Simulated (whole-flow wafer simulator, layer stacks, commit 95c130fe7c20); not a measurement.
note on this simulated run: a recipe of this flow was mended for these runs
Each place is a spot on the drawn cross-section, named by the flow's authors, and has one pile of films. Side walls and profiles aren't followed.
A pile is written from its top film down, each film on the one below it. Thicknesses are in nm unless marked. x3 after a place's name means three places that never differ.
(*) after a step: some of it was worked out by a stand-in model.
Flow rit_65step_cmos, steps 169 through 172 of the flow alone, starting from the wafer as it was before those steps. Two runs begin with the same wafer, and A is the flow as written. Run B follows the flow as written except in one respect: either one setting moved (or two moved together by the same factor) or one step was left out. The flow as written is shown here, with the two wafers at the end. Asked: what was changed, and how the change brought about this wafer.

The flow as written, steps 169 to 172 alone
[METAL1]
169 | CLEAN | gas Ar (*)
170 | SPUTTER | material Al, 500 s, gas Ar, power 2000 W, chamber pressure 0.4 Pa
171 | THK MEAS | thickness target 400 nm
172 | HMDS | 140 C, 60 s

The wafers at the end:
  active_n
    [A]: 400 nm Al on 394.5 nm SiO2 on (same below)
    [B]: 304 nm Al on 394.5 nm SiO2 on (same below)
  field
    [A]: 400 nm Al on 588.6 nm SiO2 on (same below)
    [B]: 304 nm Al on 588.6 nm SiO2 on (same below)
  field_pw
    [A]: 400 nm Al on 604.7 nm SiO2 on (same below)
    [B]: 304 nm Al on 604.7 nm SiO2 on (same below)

The reason: step 170, SPUTTER: power 1520 W was run, whereas the flow has power 2000 W.

How this came from the change, step by step:
  170 | SPUTTER | material Al, 500 s, gas Ar, power 2000 W, chamber pressure 0.4 Pa
      field, field_pw, field_nw and 10 more: A Al gains 400 (new film) | B Al gains 304 (new film)
      contact: A Al gains 255.4 (new film) | B Al gains 198 (new film)
